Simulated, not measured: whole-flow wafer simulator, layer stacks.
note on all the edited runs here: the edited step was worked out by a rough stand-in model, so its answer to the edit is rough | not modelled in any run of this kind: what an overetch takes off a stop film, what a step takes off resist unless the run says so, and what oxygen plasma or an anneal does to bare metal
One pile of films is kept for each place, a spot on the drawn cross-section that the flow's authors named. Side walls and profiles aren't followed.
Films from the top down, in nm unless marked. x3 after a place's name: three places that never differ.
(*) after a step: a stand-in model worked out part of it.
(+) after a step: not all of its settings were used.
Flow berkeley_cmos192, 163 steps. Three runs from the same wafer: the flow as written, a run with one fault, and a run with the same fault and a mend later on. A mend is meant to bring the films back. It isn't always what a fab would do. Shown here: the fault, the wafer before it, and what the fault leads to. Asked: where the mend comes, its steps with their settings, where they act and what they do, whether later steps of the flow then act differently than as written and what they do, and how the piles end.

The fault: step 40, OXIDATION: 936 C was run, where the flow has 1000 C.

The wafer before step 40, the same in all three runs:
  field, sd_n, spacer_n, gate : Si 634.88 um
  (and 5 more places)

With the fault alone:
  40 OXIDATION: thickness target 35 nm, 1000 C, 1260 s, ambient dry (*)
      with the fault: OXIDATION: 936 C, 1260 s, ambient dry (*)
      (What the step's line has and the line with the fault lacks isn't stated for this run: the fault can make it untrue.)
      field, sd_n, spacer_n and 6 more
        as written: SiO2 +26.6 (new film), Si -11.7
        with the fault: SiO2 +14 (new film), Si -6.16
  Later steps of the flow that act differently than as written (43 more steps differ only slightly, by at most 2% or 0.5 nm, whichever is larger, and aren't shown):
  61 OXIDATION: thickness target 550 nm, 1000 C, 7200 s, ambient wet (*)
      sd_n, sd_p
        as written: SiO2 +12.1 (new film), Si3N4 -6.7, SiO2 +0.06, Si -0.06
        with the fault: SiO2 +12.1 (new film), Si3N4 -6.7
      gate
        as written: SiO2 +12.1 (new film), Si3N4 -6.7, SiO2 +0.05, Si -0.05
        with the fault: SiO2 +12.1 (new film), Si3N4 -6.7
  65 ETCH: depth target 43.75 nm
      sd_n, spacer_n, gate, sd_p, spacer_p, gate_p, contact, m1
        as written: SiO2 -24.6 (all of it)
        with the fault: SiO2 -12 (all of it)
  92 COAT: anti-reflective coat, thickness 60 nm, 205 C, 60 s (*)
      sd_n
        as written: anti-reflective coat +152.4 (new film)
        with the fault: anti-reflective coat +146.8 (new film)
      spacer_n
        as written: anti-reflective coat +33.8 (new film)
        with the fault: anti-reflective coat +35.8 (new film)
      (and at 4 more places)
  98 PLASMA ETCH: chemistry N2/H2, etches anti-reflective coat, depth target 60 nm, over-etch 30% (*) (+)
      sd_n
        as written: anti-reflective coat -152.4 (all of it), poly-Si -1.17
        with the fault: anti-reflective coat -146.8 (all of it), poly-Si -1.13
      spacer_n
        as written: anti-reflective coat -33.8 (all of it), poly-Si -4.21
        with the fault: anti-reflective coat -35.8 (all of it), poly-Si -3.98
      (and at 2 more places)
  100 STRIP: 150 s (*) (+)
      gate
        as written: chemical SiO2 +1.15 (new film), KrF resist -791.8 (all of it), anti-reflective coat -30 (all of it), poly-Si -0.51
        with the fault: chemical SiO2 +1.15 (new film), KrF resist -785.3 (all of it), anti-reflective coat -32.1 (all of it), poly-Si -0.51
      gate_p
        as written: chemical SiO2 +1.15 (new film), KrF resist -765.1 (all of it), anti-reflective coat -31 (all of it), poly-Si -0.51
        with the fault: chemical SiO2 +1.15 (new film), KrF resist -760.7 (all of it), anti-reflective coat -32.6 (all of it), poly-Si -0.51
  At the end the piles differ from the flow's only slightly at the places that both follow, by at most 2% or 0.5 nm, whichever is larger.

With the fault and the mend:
  The mend comes after step 41.
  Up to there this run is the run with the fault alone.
  41a OXIDATION: 1000 C, 748 s, ambient dry (*) (the flow's step 40 once more, with other settings)
      field, sd_n, spacer_n and 6 more
        SiO2 +12.6, Si -5.54
  No later step of the flow acts differently than as written, at any place that is followed, by more than 2% or 0.5 nm, whichever is larger.
  At the end the piles are the same as the flow's at every place that both follow.
